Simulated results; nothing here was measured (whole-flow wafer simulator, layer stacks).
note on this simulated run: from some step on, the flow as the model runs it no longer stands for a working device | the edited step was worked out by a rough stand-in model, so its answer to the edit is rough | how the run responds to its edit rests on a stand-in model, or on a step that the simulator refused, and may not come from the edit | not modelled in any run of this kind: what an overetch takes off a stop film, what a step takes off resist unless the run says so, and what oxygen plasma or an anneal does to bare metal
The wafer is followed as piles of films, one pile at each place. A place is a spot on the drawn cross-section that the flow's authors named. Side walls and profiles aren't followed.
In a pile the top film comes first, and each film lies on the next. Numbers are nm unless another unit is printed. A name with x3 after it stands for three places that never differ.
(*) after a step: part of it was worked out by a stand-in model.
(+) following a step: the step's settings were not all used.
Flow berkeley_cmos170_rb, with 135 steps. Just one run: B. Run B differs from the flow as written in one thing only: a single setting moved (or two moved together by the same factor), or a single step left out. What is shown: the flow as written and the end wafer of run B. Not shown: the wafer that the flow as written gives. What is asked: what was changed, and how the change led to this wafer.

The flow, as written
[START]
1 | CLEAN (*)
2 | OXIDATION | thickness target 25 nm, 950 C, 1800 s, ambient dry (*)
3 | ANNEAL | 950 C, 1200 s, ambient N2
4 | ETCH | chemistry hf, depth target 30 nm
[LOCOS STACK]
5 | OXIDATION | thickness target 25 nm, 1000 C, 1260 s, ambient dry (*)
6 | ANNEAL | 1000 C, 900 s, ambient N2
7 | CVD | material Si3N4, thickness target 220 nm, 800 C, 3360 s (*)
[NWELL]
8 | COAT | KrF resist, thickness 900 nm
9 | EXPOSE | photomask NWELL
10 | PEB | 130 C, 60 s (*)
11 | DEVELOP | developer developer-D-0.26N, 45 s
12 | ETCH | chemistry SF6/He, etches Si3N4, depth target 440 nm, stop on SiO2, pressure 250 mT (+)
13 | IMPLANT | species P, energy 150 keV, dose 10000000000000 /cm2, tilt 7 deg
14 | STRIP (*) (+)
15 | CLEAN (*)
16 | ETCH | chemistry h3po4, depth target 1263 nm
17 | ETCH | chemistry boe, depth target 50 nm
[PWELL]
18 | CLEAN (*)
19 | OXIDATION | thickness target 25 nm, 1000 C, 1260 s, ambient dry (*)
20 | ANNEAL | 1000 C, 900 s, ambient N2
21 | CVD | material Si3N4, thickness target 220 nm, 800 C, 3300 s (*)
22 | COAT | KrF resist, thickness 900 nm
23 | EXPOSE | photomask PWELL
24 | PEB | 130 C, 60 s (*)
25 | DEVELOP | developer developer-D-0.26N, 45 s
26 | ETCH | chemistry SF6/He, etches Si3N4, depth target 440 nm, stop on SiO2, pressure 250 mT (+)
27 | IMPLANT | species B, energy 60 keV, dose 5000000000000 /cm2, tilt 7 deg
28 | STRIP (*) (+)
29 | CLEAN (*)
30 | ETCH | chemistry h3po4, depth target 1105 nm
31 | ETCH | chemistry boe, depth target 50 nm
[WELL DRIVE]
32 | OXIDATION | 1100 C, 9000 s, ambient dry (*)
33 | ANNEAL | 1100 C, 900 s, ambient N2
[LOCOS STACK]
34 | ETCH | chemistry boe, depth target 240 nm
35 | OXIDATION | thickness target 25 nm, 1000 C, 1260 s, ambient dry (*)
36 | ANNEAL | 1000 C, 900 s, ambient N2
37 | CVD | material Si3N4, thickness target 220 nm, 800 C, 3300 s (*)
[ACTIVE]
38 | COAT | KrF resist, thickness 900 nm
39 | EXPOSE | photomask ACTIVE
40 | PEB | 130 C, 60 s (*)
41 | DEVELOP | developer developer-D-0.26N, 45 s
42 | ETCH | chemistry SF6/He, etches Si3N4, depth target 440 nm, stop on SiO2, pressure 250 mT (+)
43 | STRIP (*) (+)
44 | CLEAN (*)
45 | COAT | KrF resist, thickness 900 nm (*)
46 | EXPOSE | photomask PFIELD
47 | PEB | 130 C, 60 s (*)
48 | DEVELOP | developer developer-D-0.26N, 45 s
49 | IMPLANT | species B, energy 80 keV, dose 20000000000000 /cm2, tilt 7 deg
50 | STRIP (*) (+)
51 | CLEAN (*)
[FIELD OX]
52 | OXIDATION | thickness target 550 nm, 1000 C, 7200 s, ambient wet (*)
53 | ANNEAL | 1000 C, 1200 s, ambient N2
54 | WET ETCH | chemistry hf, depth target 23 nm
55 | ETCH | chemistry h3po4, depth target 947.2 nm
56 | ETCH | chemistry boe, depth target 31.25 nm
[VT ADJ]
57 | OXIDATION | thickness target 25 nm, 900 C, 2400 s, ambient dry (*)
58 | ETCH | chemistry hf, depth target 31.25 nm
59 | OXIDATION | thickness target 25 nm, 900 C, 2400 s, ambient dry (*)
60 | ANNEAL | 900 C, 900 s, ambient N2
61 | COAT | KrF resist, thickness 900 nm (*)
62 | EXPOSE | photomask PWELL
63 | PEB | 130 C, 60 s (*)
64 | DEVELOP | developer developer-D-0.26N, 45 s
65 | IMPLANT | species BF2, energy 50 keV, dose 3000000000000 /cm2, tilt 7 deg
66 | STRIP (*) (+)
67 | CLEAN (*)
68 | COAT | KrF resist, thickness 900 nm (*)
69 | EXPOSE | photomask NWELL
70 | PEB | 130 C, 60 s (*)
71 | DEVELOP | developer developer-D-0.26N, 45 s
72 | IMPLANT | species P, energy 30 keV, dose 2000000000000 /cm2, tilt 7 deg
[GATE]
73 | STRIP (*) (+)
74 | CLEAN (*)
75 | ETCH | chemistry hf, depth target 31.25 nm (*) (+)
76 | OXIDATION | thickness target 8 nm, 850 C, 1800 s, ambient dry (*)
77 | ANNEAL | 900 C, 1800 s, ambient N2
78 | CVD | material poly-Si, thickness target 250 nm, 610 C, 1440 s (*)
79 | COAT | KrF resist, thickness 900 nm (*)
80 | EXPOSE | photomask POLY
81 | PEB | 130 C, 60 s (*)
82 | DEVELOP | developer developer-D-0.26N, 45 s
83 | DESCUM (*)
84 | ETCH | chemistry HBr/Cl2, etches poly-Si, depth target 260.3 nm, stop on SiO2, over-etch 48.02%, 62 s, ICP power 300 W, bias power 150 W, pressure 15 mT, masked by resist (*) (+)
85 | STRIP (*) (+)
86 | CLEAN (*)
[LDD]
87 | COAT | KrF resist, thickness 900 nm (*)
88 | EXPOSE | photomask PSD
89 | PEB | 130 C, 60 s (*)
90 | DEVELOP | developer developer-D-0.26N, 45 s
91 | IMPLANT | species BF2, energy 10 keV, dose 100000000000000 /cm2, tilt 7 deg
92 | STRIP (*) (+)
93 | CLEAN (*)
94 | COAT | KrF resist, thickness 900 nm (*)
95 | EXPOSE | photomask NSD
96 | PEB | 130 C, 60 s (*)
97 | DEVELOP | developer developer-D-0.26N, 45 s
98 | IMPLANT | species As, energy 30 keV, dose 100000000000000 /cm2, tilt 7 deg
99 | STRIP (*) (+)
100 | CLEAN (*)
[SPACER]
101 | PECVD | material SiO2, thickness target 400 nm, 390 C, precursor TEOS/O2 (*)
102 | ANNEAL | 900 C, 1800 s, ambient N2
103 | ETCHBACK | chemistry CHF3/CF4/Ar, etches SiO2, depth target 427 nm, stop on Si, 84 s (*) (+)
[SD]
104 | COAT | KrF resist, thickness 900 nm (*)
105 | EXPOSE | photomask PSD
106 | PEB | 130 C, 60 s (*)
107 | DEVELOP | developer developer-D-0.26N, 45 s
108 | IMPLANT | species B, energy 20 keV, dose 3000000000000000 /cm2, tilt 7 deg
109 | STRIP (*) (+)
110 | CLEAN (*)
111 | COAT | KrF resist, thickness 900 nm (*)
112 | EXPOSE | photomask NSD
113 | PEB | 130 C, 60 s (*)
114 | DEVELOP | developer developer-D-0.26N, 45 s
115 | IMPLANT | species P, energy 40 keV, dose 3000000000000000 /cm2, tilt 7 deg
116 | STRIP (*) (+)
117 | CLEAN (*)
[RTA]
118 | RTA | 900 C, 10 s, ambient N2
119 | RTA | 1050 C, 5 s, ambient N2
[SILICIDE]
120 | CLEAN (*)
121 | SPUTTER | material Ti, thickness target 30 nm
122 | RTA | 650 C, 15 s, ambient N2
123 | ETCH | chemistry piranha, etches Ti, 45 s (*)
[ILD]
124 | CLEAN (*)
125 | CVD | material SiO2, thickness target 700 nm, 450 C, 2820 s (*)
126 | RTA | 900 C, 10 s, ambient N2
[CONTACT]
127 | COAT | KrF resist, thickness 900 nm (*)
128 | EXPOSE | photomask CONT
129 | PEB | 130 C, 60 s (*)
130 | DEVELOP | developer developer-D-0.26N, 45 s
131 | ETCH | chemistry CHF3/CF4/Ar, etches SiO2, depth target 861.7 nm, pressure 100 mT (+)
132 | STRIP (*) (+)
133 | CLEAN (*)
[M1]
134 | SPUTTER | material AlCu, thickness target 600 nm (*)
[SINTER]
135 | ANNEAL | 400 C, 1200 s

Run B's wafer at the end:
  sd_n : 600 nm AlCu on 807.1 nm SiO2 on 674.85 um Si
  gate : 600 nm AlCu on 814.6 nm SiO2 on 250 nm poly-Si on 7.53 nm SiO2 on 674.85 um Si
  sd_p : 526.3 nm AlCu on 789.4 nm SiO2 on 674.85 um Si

Cause: step 103, ETCHBACK: depth target 299 nm was run, whereas the flow has depth target 427 nm.

The path from the change to this, step by step:
  103 | ETCHBACK | chemistry CHF3/CF4/Ar, etches SiO2, depth target 427 nm, stop on Si, 84 s (*) (+)
      sd_n, contact, m1: -299 SiO2 (in the flow as written it would be: -406.1 SiO2 (all of it))
      spacer_n, spacer_p: nothing (in the flow as written it would be: -157.9 SiO2)
      (also at 4 further places)
  104 | COAT | KrF resist, thickness 900 nm (*)
      sd_n: +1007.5 KrF resist (new film) (in the flow as written it would be: +982.1 KrF resist (new film))
      gate: +797.3 KrF resist (new film) (in the flow as written it would be: +742.1 KrF resist (new film))
      (also at 4 further places)
  107 | DEVELOP | developer developer-D-0.26N, 45 s
      sd_p: -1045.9 KrF resist (all of it) (in the flow as written it would be: -990.7 KrF resist (all of it))
      gate_p: -796.2 KrF resist (all of it) (in the flow as written it would be: -743.2 KrF resist (all of it))
  109 | STRIP (*) (+)
      sd_n: -993.3 KrF resist (all of it) (in the flow as written it would be: -967.9 KrF resist (all of it))
      gate: -783.1 KrF resist (all of it) (in the flow as written it would be: -727.9 KrF resist (all of it))
      (also at 2 further places)
  111 | COAT | KrF resist, thickness 900 nm (*)
      sd_n: +1007.5 KrF resist (new film) (in the flow as written it would be: +982.1 KrF resist (new film))
      gate: +797.3 KrF resist (new film) (in the flow as written it would be: +742.1 KrF resist (new film))
      (also at 4 further places)
  114 | DEVELOP | developer developer-D-0.26N, 45 s
      sd_n: -1007.5 KrF resist (all of it) (in the flow as written it would be: -982.1 KrF resist (all of it))
      gate: -797.3 KrF resist (all of it) (in the flow as written it would be: -742.1 KrF resist (all of it))
      (also at 1 further place)
  116 | STRIP (*) (+)
      sd_p: -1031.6 KrF resist (all of it) (in the flow as written it would be: -976.5 KrF resist (all of it))
      gate_p: -782 KrF resist (all of it) (in the flow as written it would be: -729 KrF resist (all of it))
      (also at 1 further place)
  121 | SPUTTER | material Ti, thickness target 30 nm
      gate, gate_p: +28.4 Ti (new film) (in the flow as written it would be: +30 Ti (new film))
      sd_p: +25 Ti (new film) (in the flow as written it would be: +27.1 Ti (new film))
  122 | RTA | 650 C, 15 s, ambient N2
      sd_n, contact, m1: nothing (in the flow as written it would be: -23.4 Ti, +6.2 TiSi first (new film), +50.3 TiSi2 C49 (new film), -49 Si)
      gate, gate_p: nothing (in the flow as written it would be: -23.4 Ti, +6.2 TiSi first (new film), +50.3 TiSi2 C49 (new film), -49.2 poly-Si)
      (also at 1 further place)
  123 | ETCH | chemistry piranha, etches Ti, 45 s (*)
      sd_n, contact, m1: -30 Ti (all of it) (in the flow as written it would be: -6.6 Ti (all of it))
      gate, gate_p: -28.4 Ti (all of it) (in the flow as written it would be: -6.6 Ti (all of it))
      (also at 1 further place)
  125 | CVD | material SiO2, thickness target 700 nm, 450 C, 2820 s (*)
      sd_n, sd_p, contact, m1: +700 SiO2 (in the flow as written it would be: +700 SiO2 (new film))
      gate, gate_p: +713.6 SiO2 (in the flow as written it would be: +700 SiO2 (new film))
  126 | RTA | 900 C, 10 s, ambient N2
      sd_n, contact, m1: nothing (in the flow as written it would be: under 1 film: +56 TiSi2 (new film), -6.2 TiSi first (all of it), -50.3 TiSi2 C49 (all of it), -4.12 Si)
      gate, gate_p: nothing (in the flow as written it would be: under 1 film: +56 TiSi2 (new film), -6.2 TiSi first (all of it), -50.3 TiSi2 C49 (all of it), -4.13 poly-Si)
      (also at 1 further place)
  127 | COAT | KrF resist, thickness 900 nm (*)
      spacer_n: +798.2 KrF resist (new film) (in the flow as written it would be: +819.8 KrF resist (new film))
      gate: +822.7 KrF resist (new film) (in the flow as written it would be: +798.4 KrF resist (new film))
      (also at 3 further places)
  131 | ETCH | chemistry CHF3/CF4/Ar, etches SiO2, depth target 861.7 nm, pressure 100 mT (+)
      contact: -807.1 SiO2 (all of it), -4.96 Si (in the flow as written it would be: -700 SiO2 (all of it), -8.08 TiSi2)
  132 | STRIP (*) (+)
      sd_n: -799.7 KrF resist (all of it) (in the flow as written it would be: -780.4 KrF resist (all of it))
      spacer_n: -568.6 KrF resist (all of it) (in the flow as written it would be: -590.2 KrF resist (all of it))
      (also at 4 further places)
  134 | SPUTTER | material AlCu, thickness target 600 nm (*)
      sd_p: +526.3 AlCu (new film) (in the flow as written it would be: +545.9 AlCu (new film))
      contact: +390.5 AlCu (new film) (in the flow as written it would be: +415.1 AlCu (new film))
